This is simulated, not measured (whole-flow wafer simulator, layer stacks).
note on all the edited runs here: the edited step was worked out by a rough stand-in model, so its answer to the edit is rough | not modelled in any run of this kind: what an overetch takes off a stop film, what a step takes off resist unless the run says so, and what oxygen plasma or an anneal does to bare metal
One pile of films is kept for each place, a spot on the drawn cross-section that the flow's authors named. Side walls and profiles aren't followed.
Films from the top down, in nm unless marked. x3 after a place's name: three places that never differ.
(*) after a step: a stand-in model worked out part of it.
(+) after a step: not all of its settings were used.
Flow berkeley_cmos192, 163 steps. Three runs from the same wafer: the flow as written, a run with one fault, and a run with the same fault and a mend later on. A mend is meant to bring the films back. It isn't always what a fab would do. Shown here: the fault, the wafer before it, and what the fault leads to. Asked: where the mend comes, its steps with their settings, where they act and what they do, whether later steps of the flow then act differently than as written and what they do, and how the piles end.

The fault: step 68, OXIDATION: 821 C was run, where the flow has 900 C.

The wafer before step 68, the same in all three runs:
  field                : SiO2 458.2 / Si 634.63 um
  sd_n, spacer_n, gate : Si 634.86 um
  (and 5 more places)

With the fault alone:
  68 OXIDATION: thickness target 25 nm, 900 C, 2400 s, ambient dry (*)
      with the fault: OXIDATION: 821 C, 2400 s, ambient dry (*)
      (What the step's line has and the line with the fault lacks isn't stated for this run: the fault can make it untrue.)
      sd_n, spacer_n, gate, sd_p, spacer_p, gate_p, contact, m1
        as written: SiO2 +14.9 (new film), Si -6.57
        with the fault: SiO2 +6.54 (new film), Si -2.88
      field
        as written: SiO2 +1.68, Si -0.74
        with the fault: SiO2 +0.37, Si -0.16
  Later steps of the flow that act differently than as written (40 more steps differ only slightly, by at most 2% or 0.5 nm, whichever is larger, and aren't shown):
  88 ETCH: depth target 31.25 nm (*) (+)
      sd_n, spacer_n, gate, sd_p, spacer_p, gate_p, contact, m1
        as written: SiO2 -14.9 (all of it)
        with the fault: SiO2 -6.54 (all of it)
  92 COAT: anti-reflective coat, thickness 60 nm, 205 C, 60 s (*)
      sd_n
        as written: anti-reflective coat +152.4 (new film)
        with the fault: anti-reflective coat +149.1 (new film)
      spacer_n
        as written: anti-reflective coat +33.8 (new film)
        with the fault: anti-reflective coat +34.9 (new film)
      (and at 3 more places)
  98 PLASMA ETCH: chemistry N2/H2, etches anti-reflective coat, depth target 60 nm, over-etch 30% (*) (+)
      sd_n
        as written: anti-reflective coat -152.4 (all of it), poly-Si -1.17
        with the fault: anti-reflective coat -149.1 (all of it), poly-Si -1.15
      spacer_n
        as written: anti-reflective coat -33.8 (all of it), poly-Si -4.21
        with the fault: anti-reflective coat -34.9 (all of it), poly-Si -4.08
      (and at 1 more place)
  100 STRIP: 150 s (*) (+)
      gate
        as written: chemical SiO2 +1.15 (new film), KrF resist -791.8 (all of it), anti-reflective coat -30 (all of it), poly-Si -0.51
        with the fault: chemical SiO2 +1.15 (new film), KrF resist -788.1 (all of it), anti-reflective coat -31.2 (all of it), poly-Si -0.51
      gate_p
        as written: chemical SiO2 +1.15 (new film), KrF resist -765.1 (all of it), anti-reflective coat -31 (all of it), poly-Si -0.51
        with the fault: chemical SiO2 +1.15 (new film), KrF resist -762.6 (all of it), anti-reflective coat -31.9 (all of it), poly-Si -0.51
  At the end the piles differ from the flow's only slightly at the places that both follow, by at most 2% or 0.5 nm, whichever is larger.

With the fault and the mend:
  The mend comes after step 69.
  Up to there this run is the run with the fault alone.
  69a OXIDATION: 900 C, 1747 s, ambient dry (*) (the flow's step 68 once more, with other settings)
      sd_n, spacer_n, gate, sd_p, spacer_p, gate_p, contact, m1
        SiO2 +8.4, Si -3.69
      field
        SiO2 +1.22, Si -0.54
  No later step of the flow acts differently than as written, at any place that is followed, by more than 2% or 0.5 nm, whichever is larger.
  At the end the piles differ from the flow's only slightly at the places that both follow, by at most 2% or 0.5 nm, whichever is larger.
